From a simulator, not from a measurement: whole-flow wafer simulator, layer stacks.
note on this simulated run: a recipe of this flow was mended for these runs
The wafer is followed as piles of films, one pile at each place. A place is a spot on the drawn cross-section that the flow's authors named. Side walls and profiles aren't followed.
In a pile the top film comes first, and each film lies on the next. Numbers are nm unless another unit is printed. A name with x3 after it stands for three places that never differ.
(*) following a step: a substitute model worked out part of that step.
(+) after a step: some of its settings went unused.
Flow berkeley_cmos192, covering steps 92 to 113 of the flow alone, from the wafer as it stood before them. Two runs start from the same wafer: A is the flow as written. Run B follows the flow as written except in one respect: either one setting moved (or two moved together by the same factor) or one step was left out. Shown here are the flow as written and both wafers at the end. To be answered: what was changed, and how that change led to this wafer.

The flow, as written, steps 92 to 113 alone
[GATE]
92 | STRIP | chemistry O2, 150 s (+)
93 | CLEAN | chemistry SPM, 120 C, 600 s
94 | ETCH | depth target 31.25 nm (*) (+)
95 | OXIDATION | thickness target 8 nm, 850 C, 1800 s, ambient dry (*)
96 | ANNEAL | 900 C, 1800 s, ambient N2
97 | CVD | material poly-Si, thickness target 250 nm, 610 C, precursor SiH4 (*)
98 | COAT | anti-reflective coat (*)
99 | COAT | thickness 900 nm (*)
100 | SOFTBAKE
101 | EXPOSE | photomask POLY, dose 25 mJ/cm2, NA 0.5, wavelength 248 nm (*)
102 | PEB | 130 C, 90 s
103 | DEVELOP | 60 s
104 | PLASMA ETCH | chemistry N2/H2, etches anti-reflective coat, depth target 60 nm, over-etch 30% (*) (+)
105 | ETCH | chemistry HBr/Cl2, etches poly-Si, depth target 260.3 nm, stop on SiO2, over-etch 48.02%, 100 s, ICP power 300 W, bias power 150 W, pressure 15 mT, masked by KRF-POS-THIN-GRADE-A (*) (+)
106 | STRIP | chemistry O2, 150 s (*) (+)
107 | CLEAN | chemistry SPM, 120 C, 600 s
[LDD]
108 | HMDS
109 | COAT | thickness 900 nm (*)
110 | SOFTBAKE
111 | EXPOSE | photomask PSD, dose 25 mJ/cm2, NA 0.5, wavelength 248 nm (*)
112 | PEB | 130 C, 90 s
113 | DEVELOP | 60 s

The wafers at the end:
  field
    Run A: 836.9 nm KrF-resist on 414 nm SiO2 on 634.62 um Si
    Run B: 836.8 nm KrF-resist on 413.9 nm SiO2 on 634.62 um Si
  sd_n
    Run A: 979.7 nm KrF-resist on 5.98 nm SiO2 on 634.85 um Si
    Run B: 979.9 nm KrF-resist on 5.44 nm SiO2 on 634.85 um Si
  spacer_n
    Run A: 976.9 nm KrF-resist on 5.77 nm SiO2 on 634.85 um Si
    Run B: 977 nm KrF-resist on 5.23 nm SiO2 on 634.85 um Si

What caused this: step 95, OXIDATION: thickness target 7.04 nm was run, whereas the flow has thickness target 8 nm; step 95, OXIDATION: 1584 s was run, where the flow has 1800 s.

How this came from the change, step by step:
  95 | OXIDATION | thickness target 8 nm, 850 C, 1800 s, ambient dry (*)
      sd_n, spacer_n, gate, sd_p, spacer_p, gate_p, contact, m1: A +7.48 SiO2 (new film), -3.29 Si | B +6.94 SiO2 (new film), -3.05 Si
